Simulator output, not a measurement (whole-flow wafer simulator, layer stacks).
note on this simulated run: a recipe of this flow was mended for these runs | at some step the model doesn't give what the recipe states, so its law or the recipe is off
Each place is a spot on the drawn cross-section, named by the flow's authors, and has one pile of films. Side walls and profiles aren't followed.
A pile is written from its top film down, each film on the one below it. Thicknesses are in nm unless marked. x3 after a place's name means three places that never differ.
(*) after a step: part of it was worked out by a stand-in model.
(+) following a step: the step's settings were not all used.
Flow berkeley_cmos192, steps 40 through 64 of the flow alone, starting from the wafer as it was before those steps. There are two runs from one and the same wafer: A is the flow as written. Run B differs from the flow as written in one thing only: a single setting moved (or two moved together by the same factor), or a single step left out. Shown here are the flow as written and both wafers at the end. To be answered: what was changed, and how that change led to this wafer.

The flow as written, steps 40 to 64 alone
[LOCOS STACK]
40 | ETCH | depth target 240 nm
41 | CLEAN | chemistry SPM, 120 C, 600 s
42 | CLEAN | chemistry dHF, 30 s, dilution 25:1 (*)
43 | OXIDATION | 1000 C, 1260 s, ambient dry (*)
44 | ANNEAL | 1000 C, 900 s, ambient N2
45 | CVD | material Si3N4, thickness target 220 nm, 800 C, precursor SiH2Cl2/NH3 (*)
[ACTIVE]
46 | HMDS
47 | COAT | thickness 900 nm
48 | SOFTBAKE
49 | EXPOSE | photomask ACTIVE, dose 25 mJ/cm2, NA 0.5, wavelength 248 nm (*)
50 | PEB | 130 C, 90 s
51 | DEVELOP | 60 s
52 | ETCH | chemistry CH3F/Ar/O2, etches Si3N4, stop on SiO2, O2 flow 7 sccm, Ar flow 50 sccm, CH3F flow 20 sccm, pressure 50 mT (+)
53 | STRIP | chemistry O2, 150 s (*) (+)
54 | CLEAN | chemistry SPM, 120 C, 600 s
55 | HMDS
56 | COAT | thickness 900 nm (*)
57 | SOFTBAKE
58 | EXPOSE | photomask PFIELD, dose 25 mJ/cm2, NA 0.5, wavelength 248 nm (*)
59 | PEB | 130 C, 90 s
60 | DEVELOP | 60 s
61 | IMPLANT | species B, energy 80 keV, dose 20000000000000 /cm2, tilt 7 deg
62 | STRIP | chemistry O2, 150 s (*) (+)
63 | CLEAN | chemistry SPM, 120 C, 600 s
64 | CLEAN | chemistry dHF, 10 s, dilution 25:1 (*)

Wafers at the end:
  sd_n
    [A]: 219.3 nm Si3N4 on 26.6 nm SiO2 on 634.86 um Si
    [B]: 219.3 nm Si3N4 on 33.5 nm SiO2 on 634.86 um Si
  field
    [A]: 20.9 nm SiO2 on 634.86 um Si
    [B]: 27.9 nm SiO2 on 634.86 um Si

Cause: step 43, OXIDATION: 1027 C was run, while the flow as written has 1000 C.

The path from the change to this, step by step:
  43 | OXIDATION | 1000 C, 1260 s, ambient dry (*)
      field, sd_n, spacer_n and 6 more: A +26.6 SiO2 (new film), -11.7 Si | B +33.5 SiO2 (new film), -14.8 Si
